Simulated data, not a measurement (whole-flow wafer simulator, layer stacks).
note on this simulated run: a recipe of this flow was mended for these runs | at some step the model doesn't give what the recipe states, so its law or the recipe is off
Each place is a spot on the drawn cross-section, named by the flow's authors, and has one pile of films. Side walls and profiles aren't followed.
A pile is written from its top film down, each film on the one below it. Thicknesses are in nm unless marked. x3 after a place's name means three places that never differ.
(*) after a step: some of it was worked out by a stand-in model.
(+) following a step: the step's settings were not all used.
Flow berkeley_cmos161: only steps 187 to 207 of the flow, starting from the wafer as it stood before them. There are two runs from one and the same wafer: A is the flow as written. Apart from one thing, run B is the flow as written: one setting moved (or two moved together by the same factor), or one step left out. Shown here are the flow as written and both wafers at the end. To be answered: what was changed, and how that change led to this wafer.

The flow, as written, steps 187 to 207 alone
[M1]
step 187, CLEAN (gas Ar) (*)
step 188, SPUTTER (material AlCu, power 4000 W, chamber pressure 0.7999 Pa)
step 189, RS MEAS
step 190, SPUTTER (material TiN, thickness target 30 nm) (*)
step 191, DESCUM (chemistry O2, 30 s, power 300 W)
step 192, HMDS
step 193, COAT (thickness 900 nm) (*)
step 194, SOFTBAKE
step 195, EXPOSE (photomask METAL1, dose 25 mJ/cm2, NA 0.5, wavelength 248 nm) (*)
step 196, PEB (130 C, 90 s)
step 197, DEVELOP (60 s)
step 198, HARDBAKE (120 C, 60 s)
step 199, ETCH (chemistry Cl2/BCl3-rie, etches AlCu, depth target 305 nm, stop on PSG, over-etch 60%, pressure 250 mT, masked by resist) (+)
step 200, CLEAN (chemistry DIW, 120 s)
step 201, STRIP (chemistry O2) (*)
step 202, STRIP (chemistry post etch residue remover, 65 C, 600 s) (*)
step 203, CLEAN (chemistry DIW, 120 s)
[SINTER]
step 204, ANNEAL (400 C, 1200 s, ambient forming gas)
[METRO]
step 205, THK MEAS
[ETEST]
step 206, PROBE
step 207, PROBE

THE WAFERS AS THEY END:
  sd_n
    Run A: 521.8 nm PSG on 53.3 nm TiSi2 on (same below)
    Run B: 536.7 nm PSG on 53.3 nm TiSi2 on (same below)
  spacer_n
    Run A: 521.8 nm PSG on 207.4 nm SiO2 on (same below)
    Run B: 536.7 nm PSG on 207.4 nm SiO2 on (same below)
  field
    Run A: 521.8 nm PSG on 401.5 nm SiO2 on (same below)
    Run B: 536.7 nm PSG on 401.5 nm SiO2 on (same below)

The reason: step 188, SPUTTER: power 5800 W was run, though the flow has power 4000 W.

The path from the change to this, step by step:
  step 188, SPUTTER (material AlCu, power 4000 W, chamber pressure 0.7999 Pa)
      field, sd_n, spacer_n, gate_n, spacer_p, gate_p, m1: A +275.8 AlCu (new film) | B +395.2 AlCu (new film)
      sd_p: A +235.4 AlCu (new film) | B +338.1 AlCu (new film)
      (and at 1 other place as well)
  step 190, SPUTTER (material TiN, thickness target 30 nm) (*)
      contact: A +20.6 TiN (new film) | B +19.3 TiN (new film)
  step 193, COAT (thickness 900 nm) (*)
      contact: A +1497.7 KrF-resist (new film) | B +1535.5 KrF-resist (new film)
  step 198, HARDBAKE (120 C, 60 s)
      contact: A -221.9 KrF-resist | B -227.5 KrF-resist
  step 199, ETCH (chemistry Cl2/BCl3-rie, etches AlCu, depth target 305 nm, stop on PSG, over-etch 60%, pressure 250 mT, masked by resist) (+)
      field, sd_n, spacer_n, gate_n, spacer_p, gate_p: A -30 TiN (all of it), -275.8 AlCu (all of it), -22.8 PSG | B -30 TiN (all of it), -395.2 AlCu (all of it), -7.85 PSG
      sd_p: A -26.1 TiN (all of it), -235.4 AlCu (all of it), -28.3 PSG | B -25.8 TiN (all of it), -338.1 AlCu (all of it), -15.5 PSG
  step 201, STRIP (chemistry O2) (*)
      contact: A -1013 KrF-resist (all of it) | B -1045.2 KrF-resist (all of it)
